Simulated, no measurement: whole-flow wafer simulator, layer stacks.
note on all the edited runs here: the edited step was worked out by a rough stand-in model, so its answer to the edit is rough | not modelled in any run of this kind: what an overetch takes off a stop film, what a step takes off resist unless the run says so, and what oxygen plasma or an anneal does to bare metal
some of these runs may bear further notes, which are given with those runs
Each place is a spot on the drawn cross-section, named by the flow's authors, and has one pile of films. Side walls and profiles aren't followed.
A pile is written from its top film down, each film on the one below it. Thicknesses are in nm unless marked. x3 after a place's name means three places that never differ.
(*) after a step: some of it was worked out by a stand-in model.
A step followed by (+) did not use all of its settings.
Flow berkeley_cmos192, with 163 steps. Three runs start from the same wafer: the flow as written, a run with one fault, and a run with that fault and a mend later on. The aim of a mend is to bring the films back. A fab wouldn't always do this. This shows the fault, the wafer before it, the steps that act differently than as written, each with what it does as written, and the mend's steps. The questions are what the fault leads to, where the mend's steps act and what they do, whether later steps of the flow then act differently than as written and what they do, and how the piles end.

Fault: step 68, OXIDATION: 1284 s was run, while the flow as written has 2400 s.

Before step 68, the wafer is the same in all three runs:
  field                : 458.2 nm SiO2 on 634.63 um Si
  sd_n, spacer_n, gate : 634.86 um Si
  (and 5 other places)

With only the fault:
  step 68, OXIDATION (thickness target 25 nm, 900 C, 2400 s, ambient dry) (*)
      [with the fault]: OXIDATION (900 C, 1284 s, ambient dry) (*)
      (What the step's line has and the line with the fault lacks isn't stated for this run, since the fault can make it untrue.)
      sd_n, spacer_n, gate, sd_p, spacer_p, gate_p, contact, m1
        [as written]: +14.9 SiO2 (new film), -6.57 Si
        [with the fault]: +10.1 SiO2 (new film), -4.44 Si
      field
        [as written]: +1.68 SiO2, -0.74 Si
        [with the fault]: +0.9 SiO2, -0.4 Si
  Steps further on in the flow that do not act as written (not shown: 37 more steps that differ only slightly, by at most 2% or 0.5 nm, whichever is larger):
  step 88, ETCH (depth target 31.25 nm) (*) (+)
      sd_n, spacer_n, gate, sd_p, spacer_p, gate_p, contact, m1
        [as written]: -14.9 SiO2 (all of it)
        [with the fault]: -10.1 SiO2 (all of it)
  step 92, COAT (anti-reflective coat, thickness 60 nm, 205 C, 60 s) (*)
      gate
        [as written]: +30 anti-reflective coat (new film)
        [with the fault]: +30.7 anti-reflective coat (new film)
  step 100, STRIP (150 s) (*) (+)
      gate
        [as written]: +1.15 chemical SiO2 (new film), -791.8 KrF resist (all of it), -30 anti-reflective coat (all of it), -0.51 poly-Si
        [with the fault]: +1.15 chemical SiO2 (new film), -789.7 KrF resist (all of it), -30.7 anti-reflective coat (all of it), -0.51 poly-Si
  At the end the piles are close to the flow's at the places that both follow, differing by at most 2% or 0.5 nm, whichever is larger.

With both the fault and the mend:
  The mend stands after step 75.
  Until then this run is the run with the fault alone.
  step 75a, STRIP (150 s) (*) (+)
      sd_p
        -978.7 KrF resist (all of it)
      spacer_p
        -960.1 KrF resist (all of it)
      gate_p
        -959.2 KrF resist (all of it)
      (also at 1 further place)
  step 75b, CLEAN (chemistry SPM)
      does not change any film at any place that is followed
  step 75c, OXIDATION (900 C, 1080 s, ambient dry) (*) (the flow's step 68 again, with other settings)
      sd_n, spacer_n, gate, sd_p, spacer_p, gate_p, contact, m1
        +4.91 SiO2, -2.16 Si
      field
        +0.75 SiO2, -0.33 Si
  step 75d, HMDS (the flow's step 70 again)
      does not change any film at any place that is followed
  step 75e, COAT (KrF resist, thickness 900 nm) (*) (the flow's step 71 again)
      spacer_n, gate
        +978.6 KrF resist (new film)
      field
        +842.4 KrF resist (new film)
      sd_n
        +1013.2 KrF resist (new film)
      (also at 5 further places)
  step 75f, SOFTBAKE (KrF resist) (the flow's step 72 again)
      does not change any film at any place that is followed
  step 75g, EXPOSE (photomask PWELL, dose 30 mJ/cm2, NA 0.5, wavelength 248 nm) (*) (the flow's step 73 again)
      does not change any film at any place that is followed
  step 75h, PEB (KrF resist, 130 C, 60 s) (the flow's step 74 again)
      sd_n, m1
        -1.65 KrF resist
      spacer_n, gate
        -1.58 KrF resist
      spacer_p, gate_p
        -1.57 KrF resist
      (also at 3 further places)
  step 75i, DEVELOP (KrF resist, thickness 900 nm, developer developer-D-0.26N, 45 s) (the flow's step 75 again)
      sd_p, spacer_p, gate_p, m1
        -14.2 KrF resist
      spacer_n, gate
        -977 KrF resist (all of it)
      field
        -841.1 KrF resist (all of it)
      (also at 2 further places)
  None of the later steps of the flow differs from how it acts as written, at any place that is followed, by more than 2% or 0.5 nm, whichever is larger.
  By the end, the piles equal the flow's at every place that both follow.
